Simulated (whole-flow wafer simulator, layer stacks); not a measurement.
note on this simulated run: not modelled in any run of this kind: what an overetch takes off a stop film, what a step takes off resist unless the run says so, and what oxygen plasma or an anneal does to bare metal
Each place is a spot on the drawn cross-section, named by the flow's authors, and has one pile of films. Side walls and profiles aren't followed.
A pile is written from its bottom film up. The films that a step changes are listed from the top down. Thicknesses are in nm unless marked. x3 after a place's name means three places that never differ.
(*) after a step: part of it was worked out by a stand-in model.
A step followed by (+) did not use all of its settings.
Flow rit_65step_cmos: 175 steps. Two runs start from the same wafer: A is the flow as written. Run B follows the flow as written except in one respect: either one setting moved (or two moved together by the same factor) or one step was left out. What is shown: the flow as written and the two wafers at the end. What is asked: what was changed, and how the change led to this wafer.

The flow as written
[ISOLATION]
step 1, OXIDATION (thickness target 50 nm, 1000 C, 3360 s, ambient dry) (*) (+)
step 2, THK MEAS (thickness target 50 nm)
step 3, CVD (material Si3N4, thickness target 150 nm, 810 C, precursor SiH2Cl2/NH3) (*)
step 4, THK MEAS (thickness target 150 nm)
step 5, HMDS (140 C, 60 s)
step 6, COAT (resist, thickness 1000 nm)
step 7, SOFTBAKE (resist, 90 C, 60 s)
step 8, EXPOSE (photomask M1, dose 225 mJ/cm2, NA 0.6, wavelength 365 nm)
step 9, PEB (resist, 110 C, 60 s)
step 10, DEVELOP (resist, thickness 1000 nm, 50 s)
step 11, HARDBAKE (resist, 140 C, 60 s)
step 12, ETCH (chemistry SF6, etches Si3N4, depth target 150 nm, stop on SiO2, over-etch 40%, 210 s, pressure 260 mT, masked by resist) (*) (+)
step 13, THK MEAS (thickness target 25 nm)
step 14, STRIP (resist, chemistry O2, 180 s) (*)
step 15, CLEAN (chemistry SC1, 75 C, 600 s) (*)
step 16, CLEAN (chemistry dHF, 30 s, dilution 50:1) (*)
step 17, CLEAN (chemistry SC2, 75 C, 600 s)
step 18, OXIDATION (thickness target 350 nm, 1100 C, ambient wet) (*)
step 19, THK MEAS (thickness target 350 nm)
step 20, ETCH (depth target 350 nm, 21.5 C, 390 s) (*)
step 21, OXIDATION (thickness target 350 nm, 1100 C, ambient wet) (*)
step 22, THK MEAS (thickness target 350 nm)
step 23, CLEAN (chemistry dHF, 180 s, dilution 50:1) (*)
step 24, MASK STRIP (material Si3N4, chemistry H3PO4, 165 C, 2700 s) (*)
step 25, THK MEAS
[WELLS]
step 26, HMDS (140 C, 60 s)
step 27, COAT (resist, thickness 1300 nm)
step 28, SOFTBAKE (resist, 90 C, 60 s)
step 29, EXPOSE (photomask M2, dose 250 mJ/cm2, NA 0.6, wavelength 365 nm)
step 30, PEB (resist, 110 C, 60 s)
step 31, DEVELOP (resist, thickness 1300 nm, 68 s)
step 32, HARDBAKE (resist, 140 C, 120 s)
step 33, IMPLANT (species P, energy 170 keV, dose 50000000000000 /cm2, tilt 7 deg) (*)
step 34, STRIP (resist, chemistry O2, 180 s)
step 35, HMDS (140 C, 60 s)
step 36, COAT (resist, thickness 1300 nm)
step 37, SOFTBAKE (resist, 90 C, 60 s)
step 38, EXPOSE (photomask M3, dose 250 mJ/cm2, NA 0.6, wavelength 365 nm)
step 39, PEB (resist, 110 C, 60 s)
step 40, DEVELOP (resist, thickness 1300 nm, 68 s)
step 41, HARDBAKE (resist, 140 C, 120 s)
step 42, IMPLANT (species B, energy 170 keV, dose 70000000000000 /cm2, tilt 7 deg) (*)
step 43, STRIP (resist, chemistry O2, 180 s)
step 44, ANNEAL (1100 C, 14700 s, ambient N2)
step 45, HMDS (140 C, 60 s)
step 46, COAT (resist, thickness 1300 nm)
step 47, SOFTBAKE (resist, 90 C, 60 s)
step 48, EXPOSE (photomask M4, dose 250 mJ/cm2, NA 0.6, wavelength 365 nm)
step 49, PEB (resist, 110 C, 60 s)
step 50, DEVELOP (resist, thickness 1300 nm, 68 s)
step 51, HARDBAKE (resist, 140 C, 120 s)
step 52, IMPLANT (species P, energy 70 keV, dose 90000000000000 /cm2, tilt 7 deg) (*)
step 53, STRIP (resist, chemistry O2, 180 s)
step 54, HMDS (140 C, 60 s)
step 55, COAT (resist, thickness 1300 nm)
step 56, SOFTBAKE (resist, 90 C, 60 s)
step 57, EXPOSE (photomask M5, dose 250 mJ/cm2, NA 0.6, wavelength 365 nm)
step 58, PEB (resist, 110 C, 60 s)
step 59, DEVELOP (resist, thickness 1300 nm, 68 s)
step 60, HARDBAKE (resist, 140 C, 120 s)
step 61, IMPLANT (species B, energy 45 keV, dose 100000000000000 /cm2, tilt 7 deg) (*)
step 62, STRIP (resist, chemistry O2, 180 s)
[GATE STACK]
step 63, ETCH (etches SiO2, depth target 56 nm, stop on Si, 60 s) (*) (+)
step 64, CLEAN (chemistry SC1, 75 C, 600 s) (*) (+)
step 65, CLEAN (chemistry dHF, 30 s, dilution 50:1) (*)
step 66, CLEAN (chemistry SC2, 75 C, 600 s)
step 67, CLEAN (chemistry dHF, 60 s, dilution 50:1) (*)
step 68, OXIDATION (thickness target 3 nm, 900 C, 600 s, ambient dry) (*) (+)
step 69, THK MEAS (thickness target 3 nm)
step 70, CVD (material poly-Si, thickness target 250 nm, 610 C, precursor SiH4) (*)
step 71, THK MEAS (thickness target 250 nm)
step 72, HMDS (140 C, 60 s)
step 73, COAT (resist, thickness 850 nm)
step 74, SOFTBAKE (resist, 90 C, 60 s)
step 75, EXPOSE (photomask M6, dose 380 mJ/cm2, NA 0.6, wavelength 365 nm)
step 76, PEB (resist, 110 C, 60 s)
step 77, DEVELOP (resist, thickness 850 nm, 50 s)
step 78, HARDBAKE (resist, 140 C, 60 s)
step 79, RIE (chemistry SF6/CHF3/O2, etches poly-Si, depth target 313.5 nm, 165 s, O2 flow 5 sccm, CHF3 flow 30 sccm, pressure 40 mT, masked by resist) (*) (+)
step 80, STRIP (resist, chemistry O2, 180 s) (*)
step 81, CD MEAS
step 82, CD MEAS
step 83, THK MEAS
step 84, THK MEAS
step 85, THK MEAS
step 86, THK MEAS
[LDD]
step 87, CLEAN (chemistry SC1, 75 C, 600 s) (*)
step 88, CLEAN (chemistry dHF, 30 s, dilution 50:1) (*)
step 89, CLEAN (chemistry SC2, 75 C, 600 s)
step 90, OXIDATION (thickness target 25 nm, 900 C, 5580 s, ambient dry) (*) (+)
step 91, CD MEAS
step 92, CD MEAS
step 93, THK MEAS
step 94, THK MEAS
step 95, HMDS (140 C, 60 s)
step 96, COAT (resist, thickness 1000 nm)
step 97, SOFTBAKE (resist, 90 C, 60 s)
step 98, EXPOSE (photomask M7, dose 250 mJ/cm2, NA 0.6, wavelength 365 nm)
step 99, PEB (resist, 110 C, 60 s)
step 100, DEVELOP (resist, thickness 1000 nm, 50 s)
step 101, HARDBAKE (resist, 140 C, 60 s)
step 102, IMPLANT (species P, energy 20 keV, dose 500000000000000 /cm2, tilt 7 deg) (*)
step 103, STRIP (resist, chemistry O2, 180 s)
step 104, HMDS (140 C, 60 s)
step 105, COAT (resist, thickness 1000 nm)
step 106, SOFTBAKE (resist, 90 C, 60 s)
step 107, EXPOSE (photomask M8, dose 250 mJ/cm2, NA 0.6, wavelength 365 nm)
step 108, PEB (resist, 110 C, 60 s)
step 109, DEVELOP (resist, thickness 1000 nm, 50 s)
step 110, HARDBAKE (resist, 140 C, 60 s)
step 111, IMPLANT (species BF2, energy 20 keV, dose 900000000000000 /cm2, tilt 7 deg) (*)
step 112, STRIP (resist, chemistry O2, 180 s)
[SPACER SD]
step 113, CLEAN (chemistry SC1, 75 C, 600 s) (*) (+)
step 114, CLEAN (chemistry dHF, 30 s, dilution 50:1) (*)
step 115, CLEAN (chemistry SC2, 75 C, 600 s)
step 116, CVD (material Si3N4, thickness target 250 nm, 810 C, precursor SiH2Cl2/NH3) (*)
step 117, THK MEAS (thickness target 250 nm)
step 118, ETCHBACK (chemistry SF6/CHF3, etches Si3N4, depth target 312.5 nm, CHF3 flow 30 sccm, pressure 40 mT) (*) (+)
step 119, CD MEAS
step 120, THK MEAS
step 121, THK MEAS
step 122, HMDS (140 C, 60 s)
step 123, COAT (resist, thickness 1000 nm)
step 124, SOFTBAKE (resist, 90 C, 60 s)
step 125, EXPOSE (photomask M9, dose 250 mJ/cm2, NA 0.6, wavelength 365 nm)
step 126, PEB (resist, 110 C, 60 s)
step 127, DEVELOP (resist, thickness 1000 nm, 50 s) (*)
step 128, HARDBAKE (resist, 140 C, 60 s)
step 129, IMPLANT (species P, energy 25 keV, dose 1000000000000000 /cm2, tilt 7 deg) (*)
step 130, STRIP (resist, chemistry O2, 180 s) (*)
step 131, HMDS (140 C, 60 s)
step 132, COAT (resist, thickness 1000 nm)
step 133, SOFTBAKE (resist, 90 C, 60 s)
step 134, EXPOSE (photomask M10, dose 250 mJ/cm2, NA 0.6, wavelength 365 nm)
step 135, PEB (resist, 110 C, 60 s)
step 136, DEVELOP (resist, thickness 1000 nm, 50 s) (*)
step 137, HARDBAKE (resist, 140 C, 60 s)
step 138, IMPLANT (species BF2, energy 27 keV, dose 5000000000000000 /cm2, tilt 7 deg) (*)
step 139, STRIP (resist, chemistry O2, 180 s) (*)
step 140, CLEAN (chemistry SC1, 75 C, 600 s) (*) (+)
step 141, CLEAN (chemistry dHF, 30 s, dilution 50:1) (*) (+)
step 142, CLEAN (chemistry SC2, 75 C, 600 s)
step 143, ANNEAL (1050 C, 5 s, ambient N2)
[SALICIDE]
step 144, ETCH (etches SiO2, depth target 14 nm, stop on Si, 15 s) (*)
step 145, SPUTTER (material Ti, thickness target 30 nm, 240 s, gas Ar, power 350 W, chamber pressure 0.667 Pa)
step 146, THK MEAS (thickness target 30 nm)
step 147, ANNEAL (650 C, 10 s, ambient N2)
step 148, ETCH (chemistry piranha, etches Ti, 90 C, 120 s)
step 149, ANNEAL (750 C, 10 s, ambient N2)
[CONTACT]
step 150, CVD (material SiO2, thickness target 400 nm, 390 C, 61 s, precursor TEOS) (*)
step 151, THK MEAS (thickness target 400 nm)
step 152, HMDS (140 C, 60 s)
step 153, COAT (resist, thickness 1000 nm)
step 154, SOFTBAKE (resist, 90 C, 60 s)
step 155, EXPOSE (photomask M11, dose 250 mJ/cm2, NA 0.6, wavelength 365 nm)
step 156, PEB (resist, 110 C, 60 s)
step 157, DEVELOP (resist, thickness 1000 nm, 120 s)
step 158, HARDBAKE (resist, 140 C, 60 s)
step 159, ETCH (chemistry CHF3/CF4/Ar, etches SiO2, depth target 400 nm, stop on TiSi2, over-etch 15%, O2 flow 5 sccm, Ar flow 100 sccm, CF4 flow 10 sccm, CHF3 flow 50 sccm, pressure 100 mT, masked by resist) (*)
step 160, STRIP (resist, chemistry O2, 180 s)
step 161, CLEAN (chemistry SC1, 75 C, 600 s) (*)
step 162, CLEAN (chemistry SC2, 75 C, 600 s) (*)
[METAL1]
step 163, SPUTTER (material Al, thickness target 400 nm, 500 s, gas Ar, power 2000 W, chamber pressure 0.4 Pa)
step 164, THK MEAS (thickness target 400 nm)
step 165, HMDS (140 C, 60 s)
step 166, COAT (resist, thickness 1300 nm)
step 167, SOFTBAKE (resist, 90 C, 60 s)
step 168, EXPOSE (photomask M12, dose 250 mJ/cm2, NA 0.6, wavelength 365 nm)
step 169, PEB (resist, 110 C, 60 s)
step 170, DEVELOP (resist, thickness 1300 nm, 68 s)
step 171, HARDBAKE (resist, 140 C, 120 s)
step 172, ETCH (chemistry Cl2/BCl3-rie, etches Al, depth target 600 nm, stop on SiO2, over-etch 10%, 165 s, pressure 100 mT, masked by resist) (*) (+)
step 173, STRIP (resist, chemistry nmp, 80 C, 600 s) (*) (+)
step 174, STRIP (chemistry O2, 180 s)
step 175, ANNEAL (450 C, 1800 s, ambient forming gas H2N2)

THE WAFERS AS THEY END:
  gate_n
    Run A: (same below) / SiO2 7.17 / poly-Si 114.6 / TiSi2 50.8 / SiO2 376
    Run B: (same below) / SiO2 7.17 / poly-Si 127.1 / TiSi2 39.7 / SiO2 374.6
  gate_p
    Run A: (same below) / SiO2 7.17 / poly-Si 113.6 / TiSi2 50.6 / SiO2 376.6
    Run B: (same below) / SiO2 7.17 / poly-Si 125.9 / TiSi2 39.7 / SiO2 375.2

Cause: step 147, ANNEAL: 618 C was run, whereas the flow has 650 C.

How this came from the change, step by step:
  step 147, ANNEAL (650 C, 10 s, ambient N2)
      gate_n: A Ti loses 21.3, TiSi first gains 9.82 (new film), TiSi2 C49 gains 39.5 (new film), poly-Si loses 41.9 | B Ti loses 15.8, TiSi first gains 18.6 (new film), TiSi2 C49 gains 12.5 (new film), poly-Si loses 23.6
      gate_p: A Ti loses 21.2, TiSi first gains 9.56 (new film), TiSi2 C49 gains 39.6 (new film), poly-Si loses 41.9 | B Ti loses 15.8, TiSi first gains 18.6 (new film), TiSi2 C49 gains 12.5 (new film), poly-Si loses 23.6
  step 148, ETCH (chemistry piranha, etches Ti, 90 C, 120 s)
      gate_n: A Ti loses 6 (all of it), TiSi first loses 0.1 | B Ti loses 11.5 (all of it), TiSi first loses 0.1
      gate_p: A Ti loses 5.97 (all of it), TiSi first loses 0.1 | B Ti loses 11.4 (all of it), TiSi first loses 0.1
  step 149, ANNEAL (750 C, 10 s, ambient N2)
      gate_n: A TiSi2 gains 50.8 (new film), TiSi first loses 9.72 (all of it), TiSi2 C49 loses 39.5 (all of it), poly-Si loses 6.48 | B TiSi2 gains 39.7 (new film), TiSi first loses 18.5 (all of it), TiSi2 C49 loses 12.5 (all of it), poly-Si loses 12.3
      gate_p: A TiSi2 gains 50.6 (new film), TiSi first loses 9.46 (all of it), TiSi2 C49 loses 39.6 (all of it), poly-Si loses 6.31 | B TiSi2 gains 39.7 (new film), TiSi first loses 18.5 (all of it), TiSi2 C49 loses 12.5 (all of it), poly-Si loses 12.3
